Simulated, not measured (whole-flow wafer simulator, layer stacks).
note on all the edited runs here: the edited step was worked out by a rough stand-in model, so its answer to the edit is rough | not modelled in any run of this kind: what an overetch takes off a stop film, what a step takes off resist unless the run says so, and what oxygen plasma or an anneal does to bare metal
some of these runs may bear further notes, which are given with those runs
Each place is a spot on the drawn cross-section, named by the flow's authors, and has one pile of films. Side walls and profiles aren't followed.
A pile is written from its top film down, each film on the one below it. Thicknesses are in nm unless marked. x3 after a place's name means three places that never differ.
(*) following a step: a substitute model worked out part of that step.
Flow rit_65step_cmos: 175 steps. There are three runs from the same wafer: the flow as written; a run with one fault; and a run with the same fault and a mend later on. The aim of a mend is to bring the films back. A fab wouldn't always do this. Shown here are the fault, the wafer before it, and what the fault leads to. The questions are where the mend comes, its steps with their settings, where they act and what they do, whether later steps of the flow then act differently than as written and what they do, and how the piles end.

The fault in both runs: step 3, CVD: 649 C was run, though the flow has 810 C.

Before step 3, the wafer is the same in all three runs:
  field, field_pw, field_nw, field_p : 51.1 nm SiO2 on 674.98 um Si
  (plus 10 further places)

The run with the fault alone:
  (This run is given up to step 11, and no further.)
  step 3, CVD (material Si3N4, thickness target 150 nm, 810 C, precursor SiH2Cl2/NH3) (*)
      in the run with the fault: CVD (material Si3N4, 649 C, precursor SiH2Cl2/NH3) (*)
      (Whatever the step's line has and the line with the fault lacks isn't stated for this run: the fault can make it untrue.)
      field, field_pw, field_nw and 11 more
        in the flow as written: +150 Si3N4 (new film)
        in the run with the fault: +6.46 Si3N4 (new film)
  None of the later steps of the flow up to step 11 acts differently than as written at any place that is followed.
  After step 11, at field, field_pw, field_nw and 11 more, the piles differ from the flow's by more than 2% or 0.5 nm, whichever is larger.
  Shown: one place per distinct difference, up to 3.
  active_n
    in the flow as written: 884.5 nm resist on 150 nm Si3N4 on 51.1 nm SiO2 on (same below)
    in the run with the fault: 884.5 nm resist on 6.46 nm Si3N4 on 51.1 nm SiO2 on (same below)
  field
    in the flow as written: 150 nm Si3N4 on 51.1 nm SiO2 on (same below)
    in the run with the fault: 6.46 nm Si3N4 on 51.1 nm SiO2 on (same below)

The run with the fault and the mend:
  The mend follows step 4.
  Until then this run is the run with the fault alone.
  step 4a, CVD (material Si3N4, thickness target 144 nm, 810 C, precursor SiH2Cl2/NH3) (*) (the flow's step 3, run once more with other settings)
      field, field_pw, field_nw and 11 more
        +144 Si3N4
  None of the later steps of the flow differs from how it acts as written, at any place that is followed, by more than 2% or 0.5 nm, whichever is larger.
  The piles end only slightly different from the flow's at the places that both follow, by no more than 2% or 0.5 nm, whichever is larger.
